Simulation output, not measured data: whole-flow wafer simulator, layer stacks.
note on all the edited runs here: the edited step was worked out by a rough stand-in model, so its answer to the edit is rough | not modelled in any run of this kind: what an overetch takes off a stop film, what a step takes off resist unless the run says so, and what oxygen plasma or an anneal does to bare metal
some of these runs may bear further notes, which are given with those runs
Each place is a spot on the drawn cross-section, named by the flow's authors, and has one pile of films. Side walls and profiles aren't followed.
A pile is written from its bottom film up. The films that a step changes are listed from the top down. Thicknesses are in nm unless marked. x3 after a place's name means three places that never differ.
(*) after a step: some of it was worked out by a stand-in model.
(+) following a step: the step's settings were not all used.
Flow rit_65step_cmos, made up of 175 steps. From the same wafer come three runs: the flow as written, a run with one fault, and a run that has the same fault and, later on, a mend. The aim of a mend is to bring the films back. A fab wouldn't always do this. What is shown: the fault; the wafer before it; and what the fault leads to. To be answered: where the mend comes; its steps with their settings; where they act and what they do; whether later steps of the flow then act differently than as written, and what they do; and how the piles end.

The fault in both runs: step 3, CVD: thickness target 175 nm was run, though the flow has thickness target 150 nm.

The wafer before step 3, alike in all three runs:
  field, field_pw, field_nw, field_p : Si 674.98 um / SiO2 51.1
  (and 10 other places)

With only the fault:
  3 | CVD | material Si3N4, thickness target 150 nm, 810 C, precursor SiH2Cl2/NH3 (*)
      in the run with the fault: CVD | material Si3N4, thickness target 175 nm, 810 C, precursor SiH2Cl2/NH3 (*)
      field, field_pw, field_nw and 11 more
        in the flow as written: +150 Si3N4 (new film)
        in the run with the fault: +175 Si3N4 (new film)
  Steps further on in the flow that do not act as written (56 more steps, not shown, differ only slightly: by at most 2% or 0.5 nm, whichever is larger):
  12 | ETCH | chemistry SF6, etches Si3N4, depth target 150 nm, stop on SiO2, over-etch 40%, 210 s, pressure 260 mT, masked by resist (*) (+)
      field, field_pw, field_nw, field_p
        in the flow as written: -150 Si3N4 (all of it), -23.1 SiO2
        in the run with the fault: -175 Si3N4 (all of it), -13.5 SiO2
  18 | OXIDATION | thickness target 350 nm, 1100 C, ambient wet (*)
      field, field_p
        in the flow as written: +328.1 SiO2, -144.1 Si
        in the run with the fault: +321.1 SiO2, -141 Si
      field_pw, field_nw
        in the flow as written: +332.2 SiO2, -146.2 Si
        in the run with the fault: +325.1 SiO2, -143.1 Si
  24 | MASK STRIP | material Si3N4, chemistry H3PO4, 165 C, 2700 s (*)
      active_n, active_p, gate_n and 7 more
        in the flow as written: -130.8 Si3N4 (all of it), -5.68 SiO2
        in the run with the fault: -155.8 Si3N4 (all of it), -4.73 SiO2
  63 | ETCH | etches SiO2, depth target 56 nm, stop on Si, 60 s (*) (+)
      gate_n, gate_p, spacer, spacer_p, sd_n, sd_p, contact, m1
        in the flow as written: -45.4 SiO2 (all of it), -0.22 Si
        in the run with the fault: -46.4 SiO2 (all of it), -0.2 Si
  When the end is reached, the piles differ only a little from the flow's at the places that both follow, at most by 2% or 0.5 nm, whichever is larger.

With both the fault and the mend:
  The mend stands after step 4.
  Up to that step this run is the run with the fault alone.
  4a | ETCHBACK | chemistry SF6/CHF3, etches Si3N4, depth target 25 nm, CHF3 flow 30 sccm, pressure 40 mT (*) (+)
      field, field_pw, field_nw and 11 more
        -25 Si3N4
  None of the later steps of the flow acts differently than as written at any place that is followed.
  The piles end the same as the flow's at every place that both follow.
